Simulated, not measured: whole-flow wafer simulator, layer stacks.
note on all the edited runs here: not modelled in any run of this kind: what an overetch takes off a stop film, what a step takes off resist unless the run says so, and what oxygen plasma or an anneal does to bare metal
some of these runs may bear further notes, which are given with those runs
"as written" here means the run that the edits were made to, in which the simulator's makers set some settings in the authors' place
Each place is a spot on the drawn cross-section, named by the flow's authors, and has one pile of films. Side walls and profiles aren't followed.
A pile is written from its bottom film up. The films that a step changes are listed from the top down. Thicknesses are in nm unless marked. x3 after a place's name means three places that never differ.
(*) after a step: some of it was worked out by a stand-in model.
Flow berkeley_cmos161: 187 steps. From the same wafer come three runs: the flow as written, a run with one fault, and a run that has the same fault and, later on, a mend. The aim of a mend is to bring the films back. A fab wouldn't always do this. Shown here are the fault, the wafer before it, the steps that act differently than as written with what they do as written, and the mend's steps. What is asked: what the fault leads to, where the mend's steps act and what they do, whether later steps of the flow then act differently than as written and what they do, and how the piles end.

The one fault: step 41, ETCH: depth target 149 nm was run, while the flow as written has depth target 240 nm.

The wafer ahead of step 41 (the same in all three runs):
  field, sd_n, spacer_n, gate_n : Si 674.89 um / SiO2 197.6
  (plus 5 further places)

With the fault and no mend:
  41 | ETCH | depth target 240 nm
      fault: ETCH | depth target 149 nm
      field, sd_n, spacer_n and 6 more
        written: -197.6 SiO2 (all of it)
        fault: -149 SiO2
  Steps later in the flow that act otherwise than as written (not shown: 42 more steps that differ only slightly, by at most 2% or 0.5 nm, whichever is larger):
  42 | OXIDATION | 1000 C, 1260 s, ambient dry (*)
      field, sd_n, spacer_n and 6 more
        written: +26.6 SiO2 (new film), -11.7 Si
        fault: +15.7 SiO2, -6.93 Si
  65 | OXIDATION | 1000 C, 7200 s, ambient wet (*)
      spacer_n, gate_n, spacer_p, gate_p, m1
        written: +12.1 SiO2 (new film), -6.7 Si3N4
        fault: +12.1 SiO2 (new film), -6.7 Si3N4, +0.04 SiO2
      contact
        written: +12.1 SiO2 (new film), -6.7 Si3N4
        fault: +12.1 SiO2 (new film), -6.7 Si3N4, +0.06 SiO2
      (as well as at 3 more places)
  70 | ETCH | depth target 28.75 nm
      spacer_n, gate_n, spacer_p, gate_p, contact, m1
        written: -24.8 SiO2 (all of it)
        fault: -28.8 SiO2
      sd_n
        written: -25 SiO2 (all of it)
        fault: -28.8 SiO2
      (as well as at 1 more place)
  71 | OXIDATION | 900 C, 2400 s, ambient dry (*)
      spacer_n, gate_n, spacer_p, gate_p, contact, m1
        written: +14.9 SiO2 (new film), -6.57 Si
        fault: +9.11 SiO2, -4.01 Si
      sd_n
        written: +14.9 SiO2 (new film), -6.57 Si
        fault: +8.55 SiO2, -3.76 Si
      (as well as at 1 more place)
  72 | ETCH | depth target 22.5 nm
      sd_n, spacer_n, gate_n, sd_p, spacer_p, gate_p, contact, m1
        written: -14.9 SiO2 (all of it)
        fault: -22.5 SiO2
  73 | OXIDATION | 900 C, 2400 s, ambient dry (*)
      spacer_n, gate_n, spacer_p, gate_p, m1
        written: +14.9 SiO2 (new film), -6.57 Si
        fault: +8.43 SiO2, -3.71 Si
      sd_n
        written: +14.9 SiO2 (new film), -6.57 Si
        fault: +7.88 SiO2, -3.47 Si
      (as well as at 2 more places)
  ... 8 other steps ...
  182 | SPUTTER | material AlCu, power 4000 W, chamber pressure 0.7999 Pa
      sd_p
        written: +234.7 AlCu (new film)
        fault: +229.9 AlCu (new film)
  By the end, the piles at field, gate_n, sd_p, gate_p depart from the flow's by more than 2% or 0.5 nm, whichever is larger.
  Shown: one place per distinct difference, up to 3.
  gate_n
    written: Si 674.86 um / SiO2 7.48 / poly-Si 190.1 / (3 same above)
    fault: Si 674.87 um / SiO2 10.9 / poly-Si 190.1 / (3 same above)
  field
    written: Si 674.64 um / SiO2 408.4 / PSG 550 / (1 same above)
    fault: Si 674.65 um / SiO2 421.1 / PSG 550 / (1 same above)
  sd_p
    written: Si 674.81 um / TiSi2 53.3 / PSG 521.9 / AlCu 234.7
    fault: Si 674.82 um / TiSi2 53.3 / PSG 518.8 / AlCu 229.9

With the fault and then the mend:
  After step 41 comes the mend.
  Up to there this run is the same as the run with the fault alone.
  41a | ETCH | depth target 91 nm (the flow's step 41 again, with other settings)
      field, sd_n, spacer_n and 6 more
        -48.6 SiO2 (all of it)
  None of the later steps of the flow acts differently than as written at any place that is followed.
  The piles end the same as the flow's at every place that both follow.
